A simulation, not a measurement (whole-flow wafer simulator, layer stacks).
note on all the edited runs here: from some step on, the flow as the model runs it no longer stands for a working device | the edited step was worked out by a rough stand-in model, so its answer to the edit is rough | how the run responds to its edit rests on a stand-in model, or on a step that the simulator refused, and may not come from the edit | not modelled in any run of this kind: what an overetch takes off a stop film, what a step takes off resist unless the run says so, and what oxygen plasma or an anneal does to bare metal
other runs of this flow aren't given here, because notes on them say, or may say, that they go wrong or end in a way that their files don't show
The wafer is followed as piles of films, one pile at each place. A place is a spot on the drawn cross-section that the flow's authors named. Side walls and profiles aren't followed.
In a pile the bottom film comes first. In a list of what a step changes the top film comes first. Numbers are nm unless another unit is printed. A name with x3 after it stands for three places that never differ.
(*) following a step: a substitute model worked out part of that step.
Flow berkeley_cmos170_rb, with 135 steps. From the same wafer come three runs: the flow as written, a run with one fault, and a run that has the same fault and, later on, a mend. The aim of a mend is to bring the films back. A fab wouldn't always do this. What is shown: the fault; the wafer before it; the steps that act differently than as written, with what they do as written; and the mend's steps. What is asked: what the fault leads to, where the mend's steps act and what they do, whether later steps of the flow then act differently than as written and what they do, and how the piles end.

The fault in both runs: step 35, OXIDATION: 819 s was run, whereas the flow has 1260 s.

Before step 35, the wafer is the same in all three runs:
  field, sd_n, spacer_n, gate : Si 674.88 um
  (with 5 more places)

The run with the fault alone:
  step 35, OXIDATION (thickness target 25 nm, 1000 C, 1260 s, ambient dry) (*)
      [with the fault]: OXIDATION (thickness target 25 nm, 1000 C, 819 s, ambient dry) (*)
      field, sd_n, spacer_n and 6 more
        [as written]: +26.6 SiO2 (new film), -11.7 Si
        [with the fault]: +21.1 SiO2 (new film), -9.3 Si
  Steps further on in the flow that do not act as written (32 more steps, not shown, differ only slightly: by at most 2% or 0.5 nm, whichever is larger):
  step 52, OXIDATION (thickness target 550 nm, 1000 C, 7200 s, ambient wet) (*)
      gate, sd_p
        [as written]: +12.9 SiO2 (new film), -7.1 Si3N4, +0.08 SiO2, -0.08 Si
        [with the fault]: +12.9 SiO2 (new film), -7.1 Si3N4
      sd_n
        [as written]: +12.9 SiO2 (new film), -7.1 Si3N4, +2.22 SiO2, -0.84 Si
        [with the fault]: +12.9 SiO2 (new film), -7.1 Si3N4, +0.72 SiO2, -0.26 Si
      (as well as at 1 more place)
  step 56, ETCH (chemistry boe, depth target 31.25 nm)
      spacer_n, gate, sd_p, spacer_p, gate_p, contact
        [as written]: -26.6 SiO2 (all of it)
        [with the fault]: -21.1 SiO2 (all of it)
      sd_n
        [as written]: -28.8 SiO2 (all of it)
        [with the fault]: -21.8 SiO2 (all of it)
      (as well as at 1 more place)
  At the end the piles are close to the flow's at the places that both follow, differing by at most 2% or 0.5 nm, whichever is larger.

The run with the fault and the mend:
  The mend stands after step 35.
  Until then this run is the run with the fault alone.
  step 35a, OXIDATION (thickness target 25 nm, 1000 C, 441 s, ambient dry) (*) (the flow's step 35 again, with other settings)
      field, sd_n, spacer_n and 6 more
        +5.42 SiO2, -2.39 Si
  None of the later steps of the flow acts differently than as written at any place that is followed.
  The piles end the same as the flow's at every place that both follow.
